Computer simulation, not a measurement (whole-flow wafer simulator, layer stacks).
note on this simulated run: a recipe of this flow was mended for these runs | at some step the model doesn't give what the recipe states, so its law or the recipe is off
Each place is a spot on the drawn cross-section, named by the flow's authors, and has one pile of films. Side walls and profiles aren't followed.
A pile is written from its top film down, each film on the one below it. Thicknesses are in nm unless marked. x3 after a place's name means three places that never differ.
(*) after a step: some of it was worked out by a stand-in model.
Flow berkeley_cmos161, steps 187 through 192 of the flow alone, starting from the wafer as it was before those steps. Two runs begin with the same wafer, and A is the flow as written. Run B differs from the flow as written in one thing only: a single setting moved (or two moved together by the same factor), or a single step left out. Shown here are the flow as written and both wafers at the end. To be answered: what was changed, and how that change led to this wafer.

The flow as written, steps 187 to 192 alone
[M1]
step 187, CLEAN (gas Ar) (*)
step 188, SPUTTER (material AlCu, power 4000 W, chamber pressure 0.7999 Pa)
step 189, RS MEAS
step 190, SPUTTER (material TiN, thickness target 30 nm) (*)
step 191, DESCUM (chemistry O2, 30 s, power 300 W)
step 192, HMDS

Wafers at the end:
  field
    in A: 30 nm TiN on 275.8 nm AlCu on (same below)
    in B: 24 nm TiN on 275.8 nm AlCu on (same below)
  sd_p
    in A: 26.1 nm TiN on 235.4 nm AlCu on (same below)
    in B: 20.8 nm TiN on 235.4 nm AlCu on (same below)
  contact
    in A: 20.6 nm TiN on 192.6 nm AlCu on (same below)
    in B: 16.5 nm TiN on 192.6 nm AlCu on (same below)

The reason: step 190, SPUTTER: thickness target 24 nm was run, while the flow as written has thickness target 30 nm.
The wafer itself shows it: field has TiN 24, and step 190 as written asks for 30 nm.

Step by step, how the change led to this:
  step 190, SPUTTER (material TiN, thickness target 30 nm) (*)
      field, sd_n, spacer_n, gate_n, spacer_p, gate_p, m1: A TiN gains 30 (new film) | B TiN gains 24 (new film)
      sd_p: A TiN gains 26.1 (new film) | B TiN gains 20.8 (new film)
      (as well as at 1 more place)
